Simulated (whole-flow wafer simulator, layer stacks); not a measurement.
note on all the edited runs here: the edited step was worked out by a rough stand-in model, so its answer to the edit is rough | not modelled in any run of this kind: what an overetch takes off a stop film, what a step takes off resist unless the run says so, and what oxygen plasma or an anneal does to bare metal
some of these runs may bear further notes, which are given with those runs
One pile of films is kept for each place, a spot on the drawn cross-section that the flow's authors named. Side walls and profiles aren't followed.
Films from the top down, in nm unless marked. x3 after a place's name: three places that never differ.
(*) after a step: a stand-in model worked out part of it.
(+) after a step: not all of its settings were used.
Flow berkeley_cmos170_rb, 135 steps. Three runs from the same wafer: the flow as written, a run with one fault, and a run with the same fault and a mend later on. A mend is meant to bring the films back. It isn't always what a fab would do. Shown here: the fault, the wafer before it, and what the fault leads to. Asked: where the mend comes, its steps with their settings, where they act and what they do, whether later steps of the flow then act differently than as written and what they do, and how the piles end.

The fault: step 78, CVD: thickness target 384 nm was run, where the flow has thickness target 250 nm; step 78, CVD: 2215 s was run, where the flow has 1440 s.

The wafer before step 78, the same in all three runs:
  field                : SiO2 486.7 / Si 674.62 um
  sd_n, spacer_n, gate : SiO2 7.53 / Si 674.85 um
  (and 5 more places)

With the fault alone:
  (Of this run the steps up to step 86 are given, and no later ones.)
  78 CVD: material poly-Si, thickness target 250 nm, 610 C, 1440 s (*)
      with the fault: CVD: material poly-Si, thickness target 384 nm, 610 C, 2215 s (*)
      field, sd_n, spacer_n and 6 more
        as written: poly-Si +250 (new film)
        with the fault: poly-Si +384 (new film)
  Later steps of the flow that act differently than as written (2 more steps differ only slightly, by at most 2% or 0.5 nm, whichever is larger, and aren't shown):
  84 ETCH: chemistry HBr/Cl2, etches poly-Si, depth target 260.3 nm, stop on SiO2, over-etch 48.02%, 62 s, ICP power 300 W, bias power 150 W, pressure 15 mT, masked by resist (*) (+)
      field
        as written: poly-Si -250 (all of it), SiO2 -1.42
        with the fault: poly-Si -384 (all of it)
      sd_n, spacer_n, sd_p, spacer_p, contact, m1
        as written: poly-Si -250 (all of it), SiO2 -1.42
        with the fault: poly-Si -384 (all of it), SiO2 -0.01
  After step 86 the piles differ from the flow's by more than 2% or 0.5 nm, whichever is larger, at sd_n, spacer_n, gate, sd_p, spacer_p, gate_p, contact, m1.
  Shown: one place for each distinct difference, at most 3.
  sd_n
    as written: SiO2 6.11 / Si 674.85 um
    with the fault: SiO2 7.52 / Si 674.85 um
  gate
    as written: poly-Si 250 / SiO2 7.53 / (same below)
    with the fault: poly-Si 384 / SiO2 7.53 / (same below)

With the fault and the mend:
  The mend comes after step 78.
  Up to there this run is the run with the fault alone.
  78a ETCH: chemistry tmah, depth target 441.6 nm
      field, sd_n, spacer_n and 6 more
        poly-Si -384 (all of it)
  78b CLEAN (*) (the flow's step 74 once more)
      changes no film at any place that is followed
  78c CVD: material poly-Si, thickness target 250 nm, 610 C, 1440 s (*) (the flow's step 78 once more)
      field, sd_n, spacer_n and 6 more
        poly-Si +250 (new film)
  No later step of the flow acts differently than as written at any place that is followed.
  At the end the piles are the same as the flow's at every place that both follow.
